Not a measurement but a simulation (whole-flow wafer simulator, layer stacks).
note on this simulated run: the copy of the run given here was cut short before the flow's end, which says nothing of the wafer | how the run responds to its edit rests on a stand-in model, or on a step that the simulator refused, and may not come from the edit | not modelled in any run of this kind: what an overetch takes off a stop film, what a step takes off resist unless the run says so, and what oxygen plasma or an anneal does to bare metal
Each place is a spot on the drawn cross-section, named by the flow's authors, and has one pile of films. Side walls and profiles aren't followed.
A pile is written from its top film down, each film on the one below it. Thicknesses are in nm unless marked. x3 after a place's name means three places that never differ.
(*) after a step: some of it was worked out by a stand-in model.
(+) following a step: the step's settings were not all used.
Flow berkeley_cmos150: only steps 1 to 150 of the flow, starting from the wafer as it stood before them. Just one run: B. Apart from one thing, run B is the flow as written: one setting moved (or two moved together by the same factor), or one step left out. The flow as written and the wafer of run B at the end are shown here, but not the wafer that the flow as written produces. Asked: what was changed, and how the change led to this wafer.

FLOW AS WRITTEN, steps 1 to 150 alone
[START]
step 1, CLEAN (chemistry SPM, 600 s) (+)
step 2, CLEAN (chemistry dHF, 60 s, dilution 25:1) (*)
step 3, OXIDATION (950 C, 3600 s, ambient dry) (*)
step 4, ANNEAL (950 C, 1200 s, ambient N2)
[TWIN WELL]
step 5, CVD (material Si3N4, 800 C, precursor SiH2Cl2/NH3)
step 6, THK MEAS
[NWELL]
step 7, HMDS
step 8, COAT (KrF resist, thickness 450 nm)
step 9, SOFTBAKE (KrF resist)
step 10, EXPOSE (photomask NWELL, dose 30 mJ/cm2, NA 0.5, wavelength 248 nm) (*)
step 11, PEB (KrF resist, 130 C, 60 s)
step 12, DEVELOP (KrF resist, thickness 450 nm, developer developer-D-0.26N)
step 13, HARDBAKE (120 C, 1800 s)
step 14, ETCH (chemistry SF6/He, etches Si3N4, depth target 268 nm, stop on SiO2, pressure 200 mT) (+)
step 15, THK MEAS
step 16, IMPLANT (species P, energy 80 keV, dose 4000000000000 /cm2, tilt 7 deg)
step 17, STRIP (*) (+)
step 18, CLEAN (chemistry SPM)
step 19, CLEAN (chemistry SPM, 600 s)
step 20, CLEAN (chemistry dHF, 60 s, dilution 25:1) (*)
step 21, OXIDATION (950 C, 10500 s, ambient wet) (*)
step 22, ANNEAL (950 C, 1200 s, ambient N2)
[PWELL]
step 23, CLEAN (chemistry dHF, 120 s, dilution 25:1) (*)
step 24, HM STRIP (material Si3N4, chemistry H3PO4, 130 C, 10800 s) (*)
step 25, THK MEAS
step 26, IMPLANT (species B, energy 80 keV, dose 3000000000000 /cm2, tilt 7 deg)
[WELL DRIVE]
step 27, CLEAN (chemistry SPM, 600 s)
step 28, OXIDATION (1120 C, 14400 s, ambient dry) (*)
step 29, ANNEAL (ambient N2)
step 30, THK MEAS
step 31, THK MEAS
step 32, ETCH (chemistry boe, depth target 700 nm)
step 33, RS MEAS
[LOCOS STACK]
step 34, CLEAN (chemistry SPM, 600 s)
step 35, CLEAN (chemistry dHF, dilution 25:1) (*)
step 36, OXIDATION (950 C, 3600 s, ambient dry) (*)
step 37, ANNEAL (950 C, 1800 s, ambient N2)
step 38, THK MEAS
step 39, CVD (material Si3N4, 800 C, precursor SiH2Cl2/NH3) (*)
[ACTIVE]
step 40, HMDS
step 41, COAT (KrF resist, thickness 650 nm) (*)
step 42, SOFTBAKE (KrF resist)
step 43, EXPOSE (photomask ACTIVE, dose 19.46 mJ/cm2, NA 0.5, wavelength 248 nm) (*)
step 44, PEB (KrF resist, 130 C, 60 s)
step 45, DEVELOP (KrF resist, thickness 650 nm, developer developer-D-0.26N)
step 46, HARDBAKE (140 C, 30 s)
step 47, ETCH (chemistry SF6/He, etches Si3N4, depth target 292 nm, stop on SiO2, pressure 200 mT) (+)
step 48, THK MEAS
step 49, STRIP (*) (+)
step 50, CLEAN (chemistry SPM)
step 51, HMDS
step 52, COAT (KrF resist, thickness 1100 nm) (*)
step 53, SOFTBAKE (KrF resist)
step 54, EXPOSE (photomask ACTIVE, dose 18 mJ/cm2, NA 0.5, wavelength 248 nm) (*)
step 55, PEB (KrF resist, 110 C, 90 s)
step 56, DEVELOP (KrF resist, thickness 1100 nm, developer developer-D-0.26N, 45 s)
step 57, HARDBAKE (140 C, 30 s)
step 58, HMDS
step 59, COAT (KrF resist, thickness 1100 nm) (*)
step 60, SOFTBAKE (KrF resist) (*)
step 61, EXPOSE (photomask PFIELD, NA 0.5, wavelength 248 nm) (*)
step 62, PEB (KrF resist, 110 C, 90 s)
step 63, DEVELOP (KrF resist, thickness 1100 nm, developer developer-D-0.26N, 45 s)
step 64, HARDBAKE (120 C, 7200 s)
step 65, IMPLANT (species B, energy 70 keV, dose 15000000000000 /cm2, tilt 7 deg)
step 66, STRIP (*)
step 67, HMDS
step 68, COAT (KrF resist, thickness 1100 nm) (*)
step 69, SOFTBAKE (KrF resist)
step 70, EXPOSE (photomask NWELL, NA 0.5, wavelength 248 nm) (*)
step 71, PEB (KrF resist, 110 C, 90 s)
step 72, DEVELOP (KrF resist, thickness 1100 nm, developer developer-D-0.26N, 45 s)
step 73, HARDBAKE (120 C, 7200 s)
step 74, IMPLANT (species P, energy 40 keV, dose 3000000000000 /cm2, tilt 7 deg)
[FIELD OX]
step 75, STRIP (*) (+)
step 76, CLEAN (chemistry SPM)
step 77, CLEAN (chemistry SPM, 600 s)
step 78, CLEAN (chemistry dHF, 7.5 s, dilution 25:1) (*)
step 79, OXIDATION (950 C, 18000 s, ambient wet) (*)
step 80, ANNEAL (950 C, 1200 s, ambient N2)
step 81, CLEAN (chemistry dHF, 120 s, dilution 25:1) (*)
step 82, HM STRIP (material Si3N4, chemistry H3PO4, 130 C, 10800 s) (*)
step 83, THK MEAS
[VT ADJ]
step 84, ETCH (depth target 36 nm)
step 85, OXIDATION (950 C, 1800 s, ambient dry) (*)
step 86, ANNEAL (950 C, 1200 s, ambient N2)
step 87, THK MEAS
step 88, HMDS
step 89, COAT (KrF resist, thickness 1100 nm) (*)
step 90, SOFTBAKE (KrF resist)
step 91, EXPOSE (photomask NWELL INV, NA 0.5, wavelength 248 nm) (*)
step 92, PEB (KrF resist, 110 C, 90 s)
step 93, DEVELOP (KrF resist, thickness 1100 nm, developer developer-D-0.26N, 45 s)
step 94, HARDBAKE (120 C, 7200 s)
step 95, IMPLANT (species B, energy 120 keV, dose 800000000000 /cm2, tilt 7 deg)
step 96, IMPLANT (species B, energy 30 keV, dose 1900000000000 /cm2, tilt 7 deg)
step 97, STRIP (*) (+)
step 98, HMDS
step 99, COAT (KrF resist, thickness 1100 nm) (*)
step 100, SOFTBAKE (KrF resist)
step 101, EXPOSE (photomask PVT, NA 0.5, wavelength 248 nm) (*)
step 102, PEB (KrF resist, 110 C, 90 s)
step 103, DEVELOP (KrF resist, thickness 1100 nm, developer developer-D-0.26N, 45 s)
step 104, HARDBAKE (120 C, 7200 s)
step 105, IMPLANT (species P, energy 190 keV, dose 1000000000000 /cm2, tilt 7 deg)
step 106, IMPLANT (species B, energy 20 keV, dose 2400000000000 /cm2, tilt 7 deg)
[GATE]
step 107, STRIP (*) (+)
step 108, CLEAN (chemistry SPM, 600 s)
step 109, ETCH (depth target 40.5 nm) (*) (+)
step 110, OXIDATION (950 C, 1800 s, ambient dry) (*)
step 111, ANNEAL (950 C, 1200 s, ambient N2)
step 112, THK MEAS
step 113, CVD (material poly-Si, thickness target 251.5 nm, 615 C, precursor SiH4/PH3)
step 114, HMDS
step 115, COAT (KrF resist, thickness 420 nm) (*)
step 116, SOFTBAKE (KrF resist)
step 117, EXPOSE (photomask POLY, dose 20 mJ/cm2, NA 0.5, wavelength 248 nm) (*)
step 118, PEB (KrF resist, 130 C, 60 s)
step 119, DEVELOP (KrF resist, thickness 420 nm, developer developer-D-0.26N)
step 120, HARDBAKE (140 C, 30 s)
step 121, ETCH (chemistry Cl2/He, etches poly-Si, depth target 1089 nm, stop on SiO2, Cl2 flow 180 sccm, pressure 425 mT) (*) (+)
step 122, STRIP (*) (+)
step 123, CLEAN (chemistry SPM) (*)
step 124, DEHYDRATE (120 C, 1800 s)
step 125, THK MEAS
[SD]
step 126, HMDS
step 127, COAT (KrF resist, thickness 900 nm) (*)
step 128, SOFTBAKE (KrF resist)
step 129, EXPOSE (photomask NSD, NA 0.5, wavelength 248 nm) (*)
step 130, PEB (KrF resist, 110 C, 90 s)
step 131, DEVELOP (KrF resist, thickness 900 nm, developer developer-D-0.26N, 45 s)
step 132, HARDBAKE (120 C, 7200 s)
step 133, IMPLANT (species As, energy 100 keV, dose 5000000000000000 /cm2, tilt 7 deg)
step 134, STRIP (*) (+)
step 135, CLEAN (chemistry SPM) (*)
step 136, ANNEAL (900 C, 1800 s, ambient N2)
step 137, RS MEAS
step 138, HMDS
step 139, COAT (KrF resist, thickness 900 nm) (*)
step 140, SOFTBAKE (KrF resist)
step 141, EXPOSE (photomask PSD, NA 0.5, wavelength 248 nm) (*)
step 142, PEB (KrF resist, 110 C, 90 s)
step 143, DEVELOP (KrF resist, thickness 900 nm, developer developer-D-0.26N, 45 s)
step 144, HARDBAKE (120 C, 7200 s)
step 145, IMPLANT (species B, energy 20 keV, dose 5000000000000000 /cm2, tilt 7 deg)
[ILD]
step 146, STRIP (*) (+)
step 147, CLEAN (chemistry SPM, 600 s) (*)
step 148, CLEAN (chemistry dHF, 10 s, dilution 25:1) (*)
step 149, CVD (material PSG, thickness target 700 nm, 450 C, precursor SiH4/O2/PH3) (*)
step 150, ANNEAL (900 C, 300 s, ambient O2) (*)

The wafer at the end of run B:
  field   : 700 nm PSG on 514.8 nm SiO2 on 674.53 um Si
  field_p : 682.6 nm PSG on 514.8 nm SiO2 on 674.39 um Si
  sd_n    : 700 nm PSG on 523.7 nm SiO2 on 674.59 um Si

What caused this: step 39, CVD: material Si3N4, 800 C, precursor SiH2Cl2/NH3 (*), was skipped.

Step by step, how the change led to this:
  step 47, ETCH (chemistry SF6/He, etches Si3N4, depth target 292 nm, stop on SiO2, pressure 200 mT) (+)
      field: SiO2 loses 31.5 (all of it), Si loses 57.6 (as written it would have been: Si3N4 loses 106 (all of it), SiO2 loses 3.08)
      field_p: SiO2 loses 31.5 (all of it), Si loses 55 (as written it would have been: Si3N4 loses 106 (all of it), SiO2 loses 3.08)
  step 49, STRIP (*) (+)
      field, field_p: chemical SiO2 gains 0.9 (new film), Si loses 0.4 (as written it would have been: nothing)
  step 78, CLEAN (chemistry dHF, 7.5 s, dilution 25:1) (*)
      sd_n, gate_n, contact, m1: SiO2 loses 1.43 (as written it would have been: Si3N4 loses 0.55)
      sd_p, gate_p: SiO2 loses 1.49 (as written it would have been: Si3N4 loses 0.66)
      (also at 2 further places)
  step 79, OXIDATION (950 C, 18000 s, ambient wet) (*)
      gate_n, sd_p, gate_p, contact, m1: SiO2 gains 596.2, Si loses 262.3 (as written it would have been: SiO2 gains 10.3 (new film), Si3N4 loses 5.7)
      field: SiO2 gains 617.2 (new film), Si loses 271.6 (as written it would have been: SiO2 gains 598.1, Si loses 263.1)
      (also at 2 further places)
  step 81, CLEAN (chemistry dHF, 120 s, dilution 25:1) (*)
      sd_n, gate_n, sd_p, gate_p, contact, m1: SiO2 loses 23 (as written it would have been: SiO2 loses 10.3 (all of it), Si3N4 loses 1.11)
  step 82, HM STRIP (material Si3N4, chemistry H3PO4, 130 C, 10800 s) (*)
      sd_n, gate_n, contact, m1: SiO2 loses 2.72 (as written it would have been: Si3N4 loses 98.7 (all of it), SiO2 loses 1.88)
      sd_p, gate_p: SiO2 loses 2.72 (as written it would have been: Si3N4 loses 98.6 (all of it), SiO2 loses 1.88)
  step 84, ETCH (depth target 36 nm)
      gate_n, sd_p, gate_p, contact, m1: SiO2 loses 36 (as written it would have been: SiO2 loses 29.6 (all of it))
  step 85, OXIDATION (950 C, 1800 s, ambient dry) (*)
      gate_n, sd_p, gate_p, contact, m1: SiO2 gains 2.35, Si loses 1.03 (as written it would have been: SiO2 gains 20.4 (new film), Si loses 8.98)
      sd_n: SiO2 gains 2.35, Si loses 1.03 (as written it would have been: SiO2 gains 12.2, Si loses 5.35)
  step 89, COAT (KrF resist, thickness 1100 nm) (*)
      field: KrF resist gains 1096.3 (new film) (as written it would have been: KrF resist gains 976.2 (new film))
      field_p: KrF resist gains 1206.4 (new film) (as written it would have been: KrF resist gains 1087.8 (new film))
      (also at 6 further places)
  step 92, PEB (KrF resist, 110 C, 90 s)
      field: KrF resist loses 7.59 (as written it would have been: KrF resist loses 6.74)
      field_p: KrF resist loses 8.37 (as written it would have been: KrF resist loses 7.53)
      (also at 6 further places)
  step 93, DEVELOP (KrF resist, thickness 1100 nm, developer developer-D-0.26N, 45 s)
      field: KrF resist loses 1088.7 (all of it) (as written it would have been: KrF resist loses 969.5 (all of it))
      sd_n: KrF resist loses 1031 (all of it) (as written it would have been: KrF resist loses 1234.3 (all of it))
      (also at 2 further places)
  step 94, HARDBAKE (120 C, 7200 s)
      field_p: KrF resist loses 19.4 (as written it would have been: KrF resist loses 17.4)
      sd_p: KrF resist loses 18.1 (as written it would have been: KrF resist loses 21.4)
      (also at 2 further places)
  step 97, STRIP (*) (+)
      field_p: KrF resist loses 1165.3 (all of it) (as written it would have been: KrF resist loses 1049.6 (all of it))
      sd_p: KrF resist loses 1089.6 (all of it) (as written it would have been: KrF resist loses 1273.5 (all of it))
      (also at 2 further places)
  step 99, COAT (KrF resist, thickness 1100 nm) (*)
      field: KrF resist gains 1096.3 (new film) (as written it would have been: KrF resist gains 976.2 (new film))
      field_p: KrF resist gains 1206.4 (new film) (as written it would have been: KrF resist gains 1087.8 (new film))
      (also at 6 further places)
  step 102, PEB (KrF resist, 110 C, 90 s)
      field: KrF resist loses 7.59 (as written it would have been: KrF resist loses 6.74)
      field_p: KrF resist loses 8.37 (as written it would have been: KrF resist loses 7.53)
      (also at 6 further places)
  step 103, DEVELOP (KrF resist, thickness 1100 nm, developer developer-D-0.26N, 45 s)
      sd_p: KrF resist loses 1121 (all of it) (as written it would have been: KrF resist loses 1308.2 (all of it))
      gate_p: KrF resist loses 1122.7 (all of it) (as written it would have been: KrF resist loses 1282.6 (all of it))
  ... 18 further steps ...
  step 149, CVD (material PSG, thickness target 700 nm, 450 C, precursor SiH4/O2/PH3) (*)
      field_p: PSG gains 682.6 (new film) (as written it would have been: PSG gains 700 (new film))
      sd_p: PSG gains 688.3 (new film) (as written it would have been: PSG gains 639.5 (new film))
